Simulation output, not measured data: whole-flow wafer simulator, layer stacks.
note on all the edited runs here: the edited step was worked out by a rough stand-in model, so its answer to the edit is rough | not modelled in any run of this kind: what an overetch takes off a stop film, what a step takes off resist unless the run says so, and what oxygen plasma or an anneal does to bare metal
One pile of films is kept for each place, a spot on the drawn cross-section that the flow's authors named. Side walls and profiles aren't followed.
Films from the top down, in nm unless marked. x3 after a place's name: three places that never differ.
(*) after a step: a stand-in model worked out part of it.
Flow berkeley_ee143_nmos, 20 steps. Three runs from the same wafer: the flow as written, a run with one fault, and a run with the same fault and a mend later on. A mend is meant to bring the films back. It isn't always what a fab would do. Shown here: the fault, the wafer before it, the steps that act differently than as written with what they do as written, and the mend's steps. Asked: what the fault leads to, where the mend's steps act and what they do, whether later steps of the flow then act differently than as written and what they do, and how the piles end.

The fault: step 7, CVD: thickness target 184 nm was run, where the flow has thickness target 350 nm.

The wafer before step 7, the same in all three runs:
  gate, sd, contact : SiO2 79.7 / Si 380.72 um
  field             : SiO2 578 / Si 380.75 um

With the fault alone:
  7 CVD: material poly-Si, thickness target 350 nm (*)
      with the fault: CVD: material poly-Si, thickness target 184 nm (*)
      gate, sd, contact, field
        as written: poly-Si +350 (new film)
        with the fault: poly-Si +184 (new film)
  Later steps of the flow that act differently than as written:
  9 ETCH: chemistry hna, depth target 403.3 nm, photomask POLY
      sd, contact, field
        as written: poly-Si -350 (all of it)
        with the fault: poly-Si -184 (all of it)
  At the end the piles differ from the flow's by more than 2% or 0.5 nm, whichever is larger, at gate.
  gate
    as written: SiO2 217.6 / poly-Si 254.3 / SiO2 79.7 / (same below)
    with the fault: SiO2 217.6 / poly-Si 88.3 / SiO2 79.7 / (same below)

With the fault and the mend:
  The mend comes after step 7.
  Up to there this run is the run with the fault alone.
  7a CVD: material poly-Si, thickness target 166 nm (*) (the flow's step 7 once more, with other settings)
      gate, sd, contact, field
        poly-Si +166
  No later step of the flow acts differently than as written at any place that is followed.
  At the end the piles are the same as the flow's at every place that both follow.
